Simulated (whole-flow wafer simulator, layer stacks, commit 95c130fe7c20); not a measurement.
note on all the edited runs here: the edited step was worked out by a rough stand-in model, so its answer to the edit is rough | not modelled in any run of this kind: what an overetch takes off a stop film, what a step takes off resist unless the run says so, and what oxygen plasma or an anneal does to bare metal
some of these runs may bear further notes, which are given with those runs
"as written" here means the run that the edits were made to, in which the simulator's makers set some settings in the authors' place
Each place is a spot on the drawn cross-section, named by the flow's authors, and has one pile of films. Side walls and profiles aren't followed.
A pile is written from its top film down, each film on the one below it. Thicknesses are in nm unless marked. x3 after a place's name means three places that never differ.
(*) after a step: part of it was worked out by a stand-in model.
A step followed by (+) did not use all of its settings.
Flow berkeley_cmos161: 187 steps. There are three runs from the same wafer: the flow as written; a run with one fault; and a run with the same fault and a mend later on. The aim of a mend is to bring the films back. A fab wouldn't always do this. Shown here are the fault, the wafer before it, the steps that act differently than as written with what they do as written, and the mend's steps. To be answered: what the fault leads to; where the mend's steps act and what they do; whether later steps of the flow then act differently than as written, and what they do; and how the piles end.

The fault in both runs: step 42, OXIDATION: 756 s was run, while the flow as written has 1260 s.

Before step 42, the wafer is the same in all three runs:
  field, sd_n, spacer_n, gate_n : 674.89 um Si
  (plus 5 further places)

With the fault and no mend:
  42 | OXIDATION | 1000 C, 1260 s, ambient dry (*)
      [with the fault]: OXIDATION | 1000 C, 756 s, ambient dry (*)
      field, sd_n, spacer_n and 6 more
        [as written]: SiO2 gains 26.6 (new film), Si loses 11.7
        [with the fault]: SiO2 gains 20.2 (new film), Si loses 8.91
  Steps later in the flow that act otherwise than as written (not shown: 46 more steps that differ only slightly, by at most 2% or 0.5 nm, whichever is larger):
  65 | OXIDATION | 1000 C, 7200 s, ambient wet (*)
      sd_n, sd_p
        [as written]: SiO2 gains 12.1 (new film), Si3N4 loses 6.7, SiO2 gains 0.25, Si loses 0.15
        [with the fault]: SiO2 gains 12.1 (new film), Si3N4 loses 6.7
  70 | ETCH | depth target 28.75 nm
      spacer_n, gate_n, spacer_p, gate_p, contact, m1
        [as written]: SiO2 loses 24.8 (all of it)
        [with the fault]: SiO2 loses 18.5 (all of it)
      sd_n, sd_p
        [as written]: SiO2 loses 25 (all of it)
        [with the fault]: SiO2 loses 18.5 (all of it)
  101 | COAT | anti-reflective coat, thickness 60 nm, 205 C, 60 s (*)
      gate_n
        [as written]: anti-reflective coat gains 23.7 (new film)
        [with the fault]: anti-reflective coat gains 24.6 (new film)
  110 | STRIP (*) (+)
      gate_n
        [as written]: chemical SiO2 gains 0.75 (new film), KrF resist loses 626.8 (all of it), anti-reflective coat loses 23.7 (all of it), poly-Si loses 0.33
        [with the fault]: chemical SiO2 gains 0.75 (new film), KrF resist loses 624.7 (all of it), anti-reflective coat loses 24.6 (all of it), poly-Si loses 0.33
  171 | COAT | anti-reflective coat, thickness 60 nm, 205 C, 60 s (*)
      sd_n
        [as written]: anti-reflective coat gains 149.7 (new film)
        [with the fault]: anti-reflective coat gains 146.3 (new film)
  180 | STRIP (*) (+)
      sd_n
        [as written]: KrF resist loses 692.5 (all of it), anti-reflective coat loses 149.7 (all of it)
        [with the fault]: KrF resist loses 693.1 (all of it), anti-reflective coat loses 146.3 (all of it)
  At the end the piles are close to the flow's at the places that both follow, differing by at most 2% or 0.5 nm, whichever is larger.

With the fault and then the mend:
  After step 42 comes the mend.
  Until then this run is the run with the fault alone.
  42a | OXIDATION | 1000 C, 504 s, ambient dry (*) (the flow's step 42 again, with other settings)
      field, sd_n, spacer_n and 6 more
        SiO2 gains 6.3, Si loses 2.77
  Every later step of the flow that is run acts as written at every place that is followed.
  The piles end the same as the flow's at every place that both follow.
